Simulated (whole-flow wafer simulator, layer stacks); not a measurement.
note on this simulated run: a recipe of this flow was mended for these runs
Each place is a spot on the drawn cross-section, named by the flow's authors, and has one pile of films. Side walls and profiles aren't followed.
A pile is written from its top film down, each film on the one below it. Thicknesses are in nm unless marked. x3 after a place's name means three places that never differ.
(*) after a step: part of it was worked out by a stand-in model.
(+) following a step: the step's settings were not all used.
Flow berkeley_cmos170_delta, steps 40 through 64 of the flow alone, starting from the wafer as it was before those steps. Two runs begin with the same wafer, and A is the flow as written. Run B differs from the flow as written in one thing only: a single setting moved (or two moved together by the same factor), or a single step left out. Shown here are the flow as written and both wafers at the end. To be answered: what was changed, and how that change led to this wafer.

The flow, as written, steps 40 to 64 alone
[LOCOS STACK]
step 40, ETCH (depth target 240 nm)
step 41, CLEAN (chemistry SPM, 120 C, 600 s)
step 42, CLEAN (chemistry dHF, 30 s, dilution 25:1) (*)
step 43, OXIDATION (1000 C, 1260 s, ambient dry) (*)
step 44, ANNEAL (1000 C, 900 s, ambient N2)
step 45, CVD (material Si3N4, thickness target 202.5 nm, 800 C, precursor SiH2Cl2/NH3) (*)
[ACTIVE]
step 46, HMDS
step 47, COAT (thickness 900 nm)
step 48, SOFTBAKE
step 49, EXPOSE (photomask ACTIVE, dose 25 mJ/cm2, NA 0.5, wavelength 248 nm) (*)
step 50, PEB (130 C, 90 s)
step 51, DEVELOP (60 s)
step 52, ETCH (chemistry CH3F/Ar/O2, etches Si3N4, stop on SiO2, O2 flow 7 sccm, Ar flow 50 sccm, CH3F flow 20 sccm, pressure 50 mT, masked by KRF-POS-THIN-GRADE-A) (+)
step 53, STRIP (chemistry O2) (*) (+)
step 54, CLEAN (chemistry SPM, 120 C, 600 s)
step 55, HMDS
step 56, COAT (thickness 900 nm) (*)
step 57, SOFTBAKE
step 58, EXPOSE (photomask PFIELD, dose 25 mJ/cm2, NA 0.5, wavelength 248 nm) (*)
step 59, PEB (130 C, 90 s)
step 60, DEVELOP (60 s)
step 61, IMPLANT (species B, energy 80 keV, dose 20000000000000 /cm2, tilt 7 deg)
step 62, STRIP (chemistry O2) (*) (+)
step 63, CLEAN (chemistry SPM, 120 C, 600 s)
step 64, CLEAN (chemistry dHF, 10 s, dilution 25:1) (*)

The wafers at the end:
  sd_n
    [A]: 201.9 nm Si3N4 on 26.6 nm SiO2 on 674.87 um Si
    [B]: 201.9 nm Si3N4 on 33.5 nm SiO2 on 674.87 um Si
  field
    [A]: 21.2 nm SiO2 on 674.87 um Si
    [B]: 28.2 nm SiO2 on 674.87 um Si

What caused this: step 43, OXIDATION: 1027 C was run, while the flow as written has 1000 C.

How this came from the change, step by step:
  step 43, OXIDATION (1000 C, 1260 s, ambient dry) (*)
      field, sd_n, spacer_n and 6 more: A SiO2 gains 26.6 (new film), Si loses 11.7 | B SiO2 gains 33.5 (new film), Si loses 14.8
